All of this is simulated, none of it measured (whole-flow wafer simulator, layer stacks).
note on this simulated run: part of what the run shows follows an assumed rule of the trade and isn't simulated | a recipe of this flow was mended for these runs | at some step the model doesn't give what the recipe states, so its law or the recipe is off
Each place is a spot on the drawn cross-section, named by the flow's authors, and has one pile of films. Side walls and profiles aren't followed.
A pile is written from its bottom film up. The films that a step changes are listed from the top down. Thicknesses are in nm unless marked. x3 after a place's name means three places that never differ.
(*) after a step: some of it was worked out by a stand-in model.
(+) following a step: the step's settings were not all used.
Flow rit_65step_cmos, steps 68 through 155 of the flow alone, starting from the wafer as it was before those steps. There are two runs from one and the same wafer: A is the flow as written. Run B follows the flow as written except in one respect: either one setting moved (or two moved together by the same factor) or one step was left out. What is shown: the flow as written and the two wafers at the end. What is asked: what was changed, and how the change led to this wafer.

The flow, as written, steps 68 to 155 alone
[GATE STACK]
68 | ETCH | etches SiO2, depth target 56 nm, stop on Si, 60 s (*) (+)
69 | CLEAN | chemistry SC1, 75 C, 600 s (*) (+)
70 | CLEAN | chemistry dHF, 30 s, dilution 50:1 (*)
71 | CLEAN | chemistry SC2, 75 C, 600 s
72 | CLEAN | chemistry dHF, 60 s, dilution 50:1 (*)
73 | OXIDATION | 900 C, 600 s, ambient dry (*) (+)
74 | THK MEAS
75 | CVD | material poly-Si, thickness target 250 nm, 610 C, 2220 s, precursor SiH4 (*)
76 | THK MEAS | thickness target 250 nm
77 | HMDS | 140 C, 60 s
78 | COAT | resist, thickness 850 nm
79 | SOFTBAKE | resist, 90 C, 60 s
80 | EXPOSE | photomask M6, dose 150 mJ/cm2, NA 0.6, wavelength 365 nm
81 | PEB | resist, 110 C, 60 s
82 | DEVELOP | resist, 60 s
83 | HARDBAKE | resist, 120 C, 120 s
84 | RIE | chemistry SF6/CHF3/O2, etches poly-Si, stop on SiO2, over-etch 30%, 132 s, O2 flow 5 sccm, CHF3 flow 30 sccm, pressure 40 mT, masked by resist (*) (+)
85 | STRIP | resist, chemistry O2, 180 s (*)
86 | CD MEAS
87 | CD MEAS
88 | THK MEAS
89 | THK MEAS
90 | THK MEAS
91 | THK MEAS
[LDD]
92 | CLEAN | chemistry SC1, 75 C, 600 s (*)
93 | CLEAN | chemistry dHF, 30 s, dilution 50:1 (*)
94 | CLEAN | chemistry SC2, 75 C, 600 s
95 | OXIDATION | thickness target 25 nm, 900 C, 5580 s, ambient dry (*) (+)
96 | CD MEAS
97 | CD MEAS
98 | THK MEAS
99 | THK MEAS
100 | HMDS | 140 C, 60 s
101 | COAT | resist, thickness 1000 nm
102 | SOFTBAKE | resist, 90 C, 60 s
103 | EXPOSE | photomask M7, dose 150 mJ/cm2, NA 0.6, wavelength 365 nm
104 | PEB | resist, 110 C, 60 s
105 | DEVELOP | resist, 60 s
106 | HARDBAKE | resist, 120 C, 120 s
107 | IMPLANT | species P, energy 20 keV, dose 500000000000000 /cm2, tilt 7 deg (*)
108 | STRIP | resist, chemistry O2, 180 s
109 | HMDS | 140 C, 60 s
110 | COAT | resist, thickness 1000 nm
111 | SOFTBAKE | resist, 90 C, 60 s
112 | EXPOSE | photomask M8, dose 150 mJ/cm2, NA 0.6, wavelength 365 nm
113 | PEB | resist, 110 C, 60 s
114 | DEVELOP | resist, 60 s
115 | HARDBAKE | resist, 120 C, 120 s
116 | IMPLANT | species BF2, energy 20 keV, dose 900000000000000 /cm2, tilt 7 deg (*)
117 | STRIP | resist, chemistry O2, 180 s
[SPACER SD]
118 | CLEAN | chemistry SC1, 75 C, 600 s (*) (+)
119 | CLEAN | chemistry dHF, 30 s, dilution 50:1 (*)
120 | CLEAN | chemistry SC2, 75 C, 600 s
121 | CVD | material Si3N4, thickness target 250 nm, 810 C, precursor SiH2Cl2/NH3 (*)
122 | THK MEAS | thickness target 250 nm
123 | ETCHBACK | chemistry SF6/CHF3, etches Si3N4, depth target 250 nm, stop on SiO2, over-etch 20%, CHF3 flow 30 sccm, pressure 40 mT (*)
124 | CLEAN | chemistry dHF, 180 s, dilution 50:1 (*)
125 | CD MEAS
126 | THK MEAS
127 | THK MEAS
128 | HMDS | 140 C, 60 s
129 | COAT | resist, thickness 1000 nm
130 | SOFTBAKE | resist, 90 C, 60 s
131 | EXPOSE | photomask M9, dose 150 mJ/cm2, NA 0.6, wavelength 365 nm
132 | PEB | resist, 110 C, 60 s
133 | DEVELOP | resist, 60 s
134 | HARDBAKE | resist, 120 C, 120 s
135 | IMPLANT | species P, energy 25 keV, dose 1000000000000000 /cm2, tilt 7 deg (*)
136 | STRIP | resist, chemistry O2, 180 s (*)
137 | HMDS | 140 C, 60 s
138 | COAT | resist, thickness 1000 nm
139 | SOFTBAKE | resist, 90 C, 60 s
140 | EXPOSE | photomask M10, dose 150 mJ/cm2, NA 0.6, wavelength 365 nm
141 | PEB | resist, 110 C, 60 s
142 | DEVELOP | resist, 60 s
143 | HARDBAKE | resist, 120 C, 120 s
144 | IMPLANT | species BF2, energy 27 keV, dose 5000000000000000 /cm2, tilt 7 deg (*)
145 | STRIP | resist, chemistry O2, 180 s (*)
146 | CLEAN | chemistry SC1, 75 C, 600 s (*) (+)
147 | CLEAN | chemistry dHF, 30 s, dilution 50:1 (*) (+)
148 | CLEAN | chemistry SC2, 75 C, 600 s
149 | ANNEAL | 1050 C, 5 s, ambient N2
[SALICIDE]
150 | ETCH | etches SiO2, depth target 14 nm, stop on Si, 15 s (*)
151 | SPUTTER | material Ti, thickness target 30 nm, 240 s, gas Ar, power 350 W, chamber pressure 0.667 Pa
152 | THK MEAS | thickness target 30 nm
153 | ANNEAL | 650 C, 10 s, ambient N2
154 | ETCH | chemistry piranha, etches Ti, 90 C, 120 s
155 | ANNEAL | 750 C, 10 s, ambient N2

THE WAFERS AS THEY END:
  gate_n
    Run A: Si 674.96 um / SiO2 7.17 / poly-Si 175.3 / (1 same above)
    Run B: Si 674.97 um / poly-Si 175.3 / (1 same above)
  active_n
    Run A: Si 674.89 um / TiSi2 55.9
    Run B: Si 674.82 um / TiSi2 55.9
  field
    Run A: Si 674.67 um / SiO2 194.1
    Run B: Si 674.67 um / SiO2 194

What caused this: step 73, OXIDATION: 900 C, 600 s, ambient dry (*) (+), was not run.

The path from the change to this, step by step:
  84 | RIE | chemistry SF6/CHF3/O2, etches poly-Si, stop on SiO2, over-etch 30%, 132 s, O2 flow 5 sccm, CHF3 flow 30 sccm, pressure 40 mT, masked by resist (*) (+)
      active_n, active_p, spacer, spacer_p, sd_n, sd_p, contact, m1: A poly-Si loses 250 (all of it), SiO2 loses 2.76 | B poly-Si loses 250 (all of it), Si loses 75
  85 | STRIP | resist, chemistry O2, 180 s (*)
      active_n, active_p, spacer, spacer_p, sd_n, sd_p, contact, m1: A nothing | B chemical SiO2 gains 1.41 (new film), Si loses 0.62
  92 | CLEAN | chemistry SC1, 75 C, 600 s (*)
      active_n, active_p, spacer, spacer_p, sd_n, sd_p, contact, m1: A SiO2 loses 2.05 | B chemical SiO2 loses 0.81, Si loses 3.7
  93 | CLEAN | chemistry dHF, 30 s, dilution 50:1 (*)
      active_n, active_p, spacer, spacer_p, sd_n, sd_p, contact, m1: A SiO2 loses 2.36 (all of it) | B chemical SiO2 loses 0.6 (all of it)
  101 | COAT | resist, thickness 1000 nm
      gate_n, gate_p: A resist gains 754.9 (new film) | B resist gains 694 (new film)
      field: A resist gains 1037.2 (new film) | B resist gains 983.8 (new film)
      (as well as at 3 more places)
  104 | PEB | resist, 110 C, 60 s
      gate_n, gate_p: A resist loses 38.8 | B resist loses 35.5
      field: A resist loses 53.9 | B resist loses 51.1
      (as well as at 3 more places)
  105 | DEVELOP | resist, 60 s
      field: A resist loses 983.3 (all of it) | B resist loses 932.6 (all of it)
      gate_n: A resist loses 716.2 (all of it) | B resist loses 658.5 (all of it)
  106 | HARDBAKE | resist, 120 C, 120 s
      field_pw: A resist loses 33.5 | B resist loses 32.2
      field_nw: A resist loses 33.7 | B resist loses 32.4
      (as well as at 2 more places)
  108 | STRIP | resist, chemistry O2, 180 s
      field_pw: A resist loses 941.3 (all of it) | B resist loses 905.8 (all of it)
      field_nw: A resist loses 946.6 (all of it) | B resist loses 911.2 (all of it)
      (as well as at 2 more places)
  110 | COAT | resist, thickness 1000 nm
      gate_n, gate_p: A resist gains 754.9 (new film) | B resist gains 694 (new film)
      field: A resist gains 1037.2 (new film) | B resist gains 983.8 (new film)
      (as well as at 3 more places)
  113 | PEB | resist, 110 C, 60 s
      gate_n, gate_p: A resist loses 38.8 | B resist loses 35.5
      field: A resist loses 53.9 | B resist loses 51.1
      (as well as at 3 more places)
  114 | DEVELOP | resist, 60 s
      field_p: A resist loses 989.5 (all of it) | B resist loses 939.3 (all of it)
      gate_p: A resist loses 716.1 (all of it) | B resist loses 658.5 (all of it)
  115 | HARDBAKE | resist, 120 C, 120 s
      field: A resist loses 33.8 | B resist loses 32
      field_pw: A resist loses 33.5 | B resist loses 32.2
      (as well as at 2 more places)
  117 | STRIP | resist, chemistry O2, 180 s
      field: A resist loses 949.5 (all of it) | B resist loses 900.6 (all of it)
      field_pw: A resist loses 941.3 (all of it) | B resist loses 905.8 (all of it)
      (as well as at 2 more places)
  129 | COAT | resist, thickness 1000 nm
      field: A resist gains 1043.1 (new film) | B resist gains 990.3 (new film)
      field_pw: A resist gains 1027.8 (new film) | B resist gains 989.6 (new film)
      (as well as at 6 more places)
  132 | PEB | resist, 110 C, 60 s
      gate_n, gate_p: A resist loses 40.1 | B resist loses 37.3
      field: A resist loses 54.2 | B resist loses 51.5
      (as well as at 5 more places)
  ... 7 further steps ...
  145 | STRIP | resist, chemistry O2, 180 s (*)
      field: A resist loses 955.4 (all of it) | B resist loses 907 (all of it)
      field_pw: A resist loses 941.2 (all of it) | B resist loses 906.3 (all of it)
      (as well as at 3 more places)
